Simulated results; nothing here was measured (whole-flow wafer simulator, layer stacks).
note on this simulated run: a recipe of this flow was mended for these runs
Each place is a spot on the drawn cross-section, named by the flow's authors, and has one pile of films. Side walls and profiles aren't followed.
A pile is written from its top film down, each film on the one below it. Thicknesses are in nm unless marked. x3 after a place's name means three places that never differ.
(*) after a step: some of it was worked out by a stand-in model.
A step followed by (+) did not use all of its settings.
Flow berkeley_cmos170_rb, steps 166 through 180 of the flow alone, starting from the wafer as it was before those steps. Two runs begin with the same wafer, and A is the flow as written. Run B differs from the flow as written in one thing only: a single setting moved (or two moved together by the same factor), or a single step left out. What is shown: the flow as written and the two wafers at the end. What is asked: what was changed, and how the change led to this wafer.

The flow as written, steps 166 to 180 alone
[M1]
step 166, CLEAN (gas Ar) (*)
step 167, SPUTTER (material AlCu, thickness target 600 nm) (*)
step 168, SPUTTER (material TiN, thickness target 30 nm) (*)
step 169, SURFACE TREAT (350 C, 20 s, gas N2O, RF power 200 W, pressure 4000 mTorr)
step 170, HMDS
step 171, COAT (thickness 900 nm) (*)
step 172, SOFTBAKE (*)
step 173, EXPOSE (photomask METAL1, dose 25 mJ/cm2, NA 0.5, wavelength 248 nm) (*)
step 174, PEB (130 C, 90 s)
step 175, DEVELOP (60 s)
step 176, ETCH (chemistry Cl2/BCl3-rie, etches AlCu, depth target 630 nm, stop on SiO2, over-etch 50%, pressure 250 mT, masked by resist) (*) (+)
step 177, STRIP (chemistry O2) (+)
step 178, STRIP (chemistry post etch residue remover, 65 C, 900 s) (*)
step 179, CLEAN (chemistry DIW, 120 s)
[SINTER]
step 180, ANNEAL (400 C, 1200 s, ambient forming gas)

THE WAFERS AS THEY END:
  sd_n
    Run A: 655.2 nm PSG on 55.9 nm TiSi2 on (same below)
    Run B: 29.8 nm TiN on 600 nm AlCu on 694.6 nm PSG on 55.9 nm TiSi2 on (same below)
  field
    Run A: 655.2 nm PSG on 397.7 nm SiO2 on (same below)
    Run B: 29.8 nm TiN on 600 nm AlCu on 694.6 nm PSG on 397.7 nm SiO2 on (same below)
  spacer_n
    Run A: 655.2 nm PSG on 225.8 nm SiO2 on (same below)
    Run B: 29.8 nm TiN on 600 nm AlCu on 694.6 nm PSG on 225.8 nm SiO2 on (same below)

The reason: step 176, ETCH: chemistry Cl2/BCl3-rie, etches AlCu, depth target 630 nm, stop on SiO2, over-etch 50%, pressure 250 mT, masked by resist (*) (+), was omitted.

Step by step, how the change led to this:
  step 177, STRIP (chemistry O2) (+)
      contact: A KrF-resist loses 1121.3 (all of it) | B KrF-resist loses 1593.8 (all of it)
      m1: A KrF-resist loses 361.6 (all of it) | B KrF-resist loses 834.1 (all of it)
Taking metal films that touch as one body, sd_n has 1 body; the flow as written gives 0 bodies.
Taking metal films that touch as one body, field has 1 body; the flow as written gives 0 bodies.
Taking metal films that touch as one body, spacer_n has 1 body; the flow as written gives 0 bodies.
